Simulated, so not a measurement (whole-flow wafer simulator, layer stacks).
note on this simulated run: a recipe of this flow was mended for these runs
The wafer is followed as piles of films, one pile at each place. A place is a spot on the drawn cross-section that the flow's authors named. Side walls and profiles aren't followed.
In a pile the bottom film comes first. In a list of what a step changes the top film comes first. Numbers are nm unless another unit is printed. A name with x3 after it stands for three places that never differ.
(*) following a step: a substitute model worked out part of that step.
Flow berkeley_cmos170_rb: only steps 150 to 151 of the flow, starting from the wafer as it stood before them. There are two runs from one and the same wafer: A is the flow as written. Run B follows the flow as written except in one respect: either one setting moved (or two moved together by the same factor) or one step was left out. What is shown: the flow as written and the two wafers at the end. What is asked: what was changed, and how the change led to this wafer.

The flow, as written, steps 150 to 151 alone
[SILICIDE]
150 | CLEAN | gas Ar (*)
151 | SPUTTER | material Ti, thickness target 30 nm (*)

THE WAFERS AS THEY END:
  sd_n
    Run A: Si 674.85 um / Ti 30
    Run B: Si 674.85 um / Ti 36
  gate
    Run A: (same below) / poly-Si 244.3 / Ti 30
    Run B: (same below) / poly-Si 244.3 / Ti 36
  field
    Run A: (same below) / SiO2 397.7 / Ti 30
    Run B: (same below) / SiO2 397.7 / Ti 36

The reason: step 151, SPUTTER: thickness target 36 nm was run, whereas the flow has thickness target 30 nm.
One can read it off the wafer: sd_n has Ti 36, and step 151 as written asks for 30 nm.

Step by step, how the change led to this:
  151 | SPUTTER | material Ti, thickness target 30 nm (*)
      field, sd_n, spacer_n, gate, spacer_p, gate_p, contact, m1: A +30 Ti (new film) | B +36 Ti (new film)
      sd_p: A +27.9 Ti (new film) | B +33.5 Ti (new film)
